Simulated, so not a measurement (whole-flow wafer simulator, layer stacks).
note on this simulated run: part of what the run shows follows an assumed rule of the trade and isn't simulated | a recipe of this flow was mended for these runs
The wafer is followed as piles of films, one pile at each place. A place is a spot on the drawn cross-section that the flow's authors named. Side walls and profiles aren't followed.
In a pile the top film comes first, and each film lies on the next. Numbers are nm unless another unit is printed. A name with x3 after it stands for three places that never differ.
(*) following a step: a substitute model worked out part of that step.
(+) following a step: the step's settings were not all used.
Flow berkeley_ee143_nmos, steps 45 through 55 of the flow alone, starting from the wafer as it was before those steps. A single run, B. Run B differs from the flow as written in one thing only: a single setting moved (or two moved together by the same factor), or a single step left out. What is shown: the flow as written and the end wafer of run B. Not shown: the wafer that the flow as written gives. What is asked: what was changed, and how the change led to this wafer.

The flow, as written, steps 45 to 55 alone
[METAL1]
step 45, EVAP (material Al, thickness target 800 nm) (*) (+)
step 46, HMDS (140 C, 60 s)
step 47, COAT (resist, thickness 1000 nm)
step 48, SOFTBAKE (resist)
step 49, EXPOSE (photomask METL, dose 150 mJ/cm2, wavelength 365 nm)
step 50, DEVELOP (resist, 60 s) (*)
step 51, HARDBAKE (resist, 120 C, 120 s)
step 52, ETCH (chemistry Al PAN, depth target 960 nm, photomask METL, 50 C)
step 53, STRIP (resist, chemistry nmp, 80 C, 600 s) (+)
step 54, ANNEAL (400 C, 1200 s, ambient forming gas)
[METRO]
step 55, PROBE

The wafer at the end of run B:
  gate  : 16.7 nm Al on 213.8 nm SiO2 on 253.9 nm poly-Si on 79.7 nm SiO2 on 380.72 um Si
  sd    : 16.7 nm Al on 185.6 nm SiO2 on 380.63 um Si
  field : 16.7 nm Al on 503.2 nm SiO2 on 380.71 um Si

What caused this: step 52, ETCH: depth target 770 nm was run, while the flow as written has depth target 960 nm.

How this came from the change, step by step:
  step 52, ETCH (chemistry Al PAN, depth target 960 nm, photomask METL, 50 C)
      gate, sd, field: Al loses 770 (as written it would have been: Al loses 786.7 (all of it))
Taking metal films that touch as one body, gate has 1 body; the flow as written gives 0 bodies.
Taking metal films that touch as one body, sd has 1 body; the flow as written gives 0 bodies.
Taking metal films that touch as one body, field has 1 body; the flow as written gives 0 bodies.
